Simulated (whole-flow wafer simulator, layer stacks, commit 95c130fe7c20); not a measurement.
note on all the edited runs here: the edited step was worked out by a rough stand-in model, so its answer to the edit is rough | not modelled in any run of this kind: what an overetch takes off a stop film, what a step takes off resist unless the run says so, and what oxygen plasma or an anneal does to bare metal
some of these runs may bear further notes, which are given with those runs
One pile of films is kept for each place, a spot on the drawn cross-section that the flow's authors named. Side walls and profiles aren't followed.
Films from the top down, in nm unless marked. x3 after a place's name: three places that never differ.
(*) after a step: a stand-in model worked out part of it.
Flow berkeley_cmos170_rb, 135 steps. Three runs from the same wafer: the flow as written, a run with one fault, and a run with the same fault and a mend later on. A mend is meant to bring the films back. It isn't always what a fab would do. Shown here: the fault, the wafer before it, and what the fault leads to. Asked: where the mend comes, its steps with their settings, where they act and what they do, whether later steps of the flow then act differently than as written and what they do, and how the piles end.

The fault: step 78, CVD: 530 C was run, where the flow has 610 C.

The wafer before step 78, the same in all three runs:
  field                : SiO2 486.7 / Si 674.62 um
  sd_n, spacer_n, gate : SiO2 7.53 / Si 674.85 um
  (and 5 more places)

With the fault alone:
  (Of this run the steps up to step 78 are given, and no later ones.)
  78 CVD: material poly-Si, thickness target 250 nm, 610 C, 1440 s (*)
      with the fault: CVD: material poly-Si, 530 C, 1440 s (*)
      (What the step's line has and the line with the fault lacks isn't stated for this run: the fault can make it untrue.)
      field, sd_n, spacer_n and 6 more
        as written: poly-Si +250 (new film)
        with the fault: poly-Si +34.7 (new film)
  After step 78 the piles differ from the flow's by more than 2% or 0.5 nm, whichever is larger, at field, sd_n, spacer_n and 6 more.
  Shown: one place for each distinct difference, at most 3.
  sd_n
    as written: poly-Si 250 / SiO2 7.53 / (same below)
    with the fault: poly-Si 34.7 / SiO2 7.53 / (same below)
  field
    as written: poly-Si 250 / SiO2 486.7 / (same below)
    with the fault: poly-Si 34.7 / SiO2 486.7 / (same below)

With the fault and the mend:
  The mend comes after step 78.
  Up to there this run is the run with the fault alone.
  78a ETCH: chemistry tmah, depth target 39.88 nm
      field, sd_n, spacer_n and 6 more
        poly-Si -34.7 (all of it)
  78b CLEAN (*) (the flow's step 74 once more)
      changes no film at any place that is followed
  78c CVD: material poly-Si, thickness target 250 nm, 610 C, 1440 s (*) (the flow's step 78 once more)
      field, sd_n, spacer_n and 6 more
        poly-Si +250 (new film)
  No later step of the flow acts differently than as written, at any place that is followed, by more than 2% or 0.5 nm, whichever is larger.
  At the end the piles are the same as the flow's at every place that both follow.
